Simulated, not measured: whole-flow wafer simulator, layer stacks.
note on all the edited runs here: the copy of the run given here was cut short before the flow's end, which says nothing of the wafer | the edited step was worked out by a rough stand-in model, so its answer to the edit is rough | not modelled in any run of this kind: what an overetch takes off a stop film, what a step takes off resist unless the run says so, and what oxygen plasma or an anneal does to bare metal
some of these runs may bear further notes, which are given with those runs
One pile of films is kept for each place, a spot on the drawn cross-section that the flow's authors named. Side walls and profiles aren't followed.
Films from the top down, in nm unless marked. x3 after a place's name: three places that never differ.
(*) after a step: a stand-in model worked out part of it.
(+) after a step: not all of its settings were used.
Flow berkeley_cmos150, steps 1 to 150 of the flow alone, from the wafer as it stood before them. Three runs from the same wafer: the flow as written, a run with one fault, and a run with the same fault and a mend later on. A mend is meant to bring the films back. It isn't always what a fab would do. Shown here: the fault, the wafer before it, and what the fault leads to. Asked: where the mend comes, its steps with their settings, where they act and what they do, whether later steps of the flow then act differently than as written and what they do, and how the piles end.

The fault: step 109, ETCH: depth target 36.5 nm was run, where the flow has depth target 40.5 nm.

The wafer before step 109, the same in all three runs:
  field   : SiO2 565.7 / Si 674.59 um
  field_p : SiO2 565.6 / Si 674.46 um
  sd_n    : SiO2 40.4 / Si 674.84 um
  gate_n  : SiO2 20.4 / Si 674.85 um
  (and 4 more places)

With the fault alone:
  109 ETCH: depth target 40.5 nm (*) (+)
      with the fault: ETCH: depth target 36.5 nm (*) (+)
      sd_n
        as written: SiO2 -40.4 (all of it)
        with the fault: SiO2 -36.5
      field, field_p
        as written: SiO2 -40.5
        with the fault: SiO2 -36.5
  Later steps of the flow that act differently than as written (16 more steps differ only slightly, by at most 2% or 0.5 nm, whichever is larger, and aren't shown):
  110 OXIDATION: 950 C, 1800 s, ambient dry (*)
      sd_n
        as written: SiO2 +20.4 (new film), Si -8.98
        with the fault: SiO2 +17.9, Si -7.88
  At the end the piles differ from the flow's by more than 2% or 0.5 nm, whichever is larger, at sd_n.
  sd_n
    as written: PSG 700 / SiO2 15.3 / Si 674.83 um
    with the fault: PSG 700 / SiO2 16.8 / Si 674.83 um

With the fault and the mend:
  The mend comes after step 109.
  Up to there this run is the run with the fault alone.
  109a ETCH: depth target 4 nm (the flow's step 109 once more, with other settings)
      field, field_p
        SiO2 -4
      sd_n
        SiO2 -3.94 (all of it)
  No later step of the flow acts differently than as written, at any place that is followed, by more than 2% or 0.5 nm, whichever is larger.
  At the end the piles are the same as the flow's at every place that both follow.
